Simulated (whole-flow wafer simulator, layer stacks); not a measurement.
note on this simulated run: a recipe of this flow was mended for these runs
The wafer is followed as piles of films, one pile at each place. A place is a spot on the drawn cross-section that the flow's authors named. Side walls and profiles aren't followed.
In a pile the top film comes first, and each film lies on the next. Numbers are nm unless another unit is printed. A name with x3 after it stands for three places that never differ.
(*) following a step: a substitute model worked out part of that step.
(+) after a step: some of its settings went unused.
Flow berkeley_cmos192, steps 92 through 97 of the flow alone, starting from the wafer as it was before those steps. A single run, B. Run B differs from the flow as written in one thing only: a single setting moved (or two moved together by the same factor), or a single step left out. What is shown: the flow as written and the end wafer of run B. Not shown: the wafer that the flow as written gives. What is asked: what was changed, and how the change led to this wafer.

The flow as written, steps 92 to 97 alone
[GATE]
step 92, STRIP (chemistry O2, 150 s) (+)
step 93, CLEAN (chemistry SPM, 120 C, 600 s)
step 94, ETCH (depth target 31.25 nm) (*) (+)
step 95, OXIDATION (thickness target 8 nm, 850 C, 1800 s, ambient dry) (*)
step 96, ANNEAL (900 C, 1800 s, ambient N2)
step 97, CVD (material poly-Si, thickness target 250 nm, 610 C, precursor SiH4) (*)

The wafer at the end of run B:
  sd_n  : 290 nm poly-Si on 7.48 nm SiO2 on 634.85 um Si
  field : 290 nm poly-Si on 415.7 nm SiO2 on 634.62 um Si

What caused this: step 97, CVD: thickness target 290 nm was run, though the flow has thickness target 250 nm.
The wafer itself shows it: sd_n has poly-Si 290, and step 97 as written asks for 250 nm.

How this came from the change, step by step:
  step 97, CVD (material poly-Si, thickness target 250 nm, 610 C, precursor SiH4) (*)
      field, sd_n, spacer_n, gate, sd_p, spacer_p x2, contact, m1: poly-Si gains 290 (new film) (it would be, as written: poly-Si gains 250 (new film))
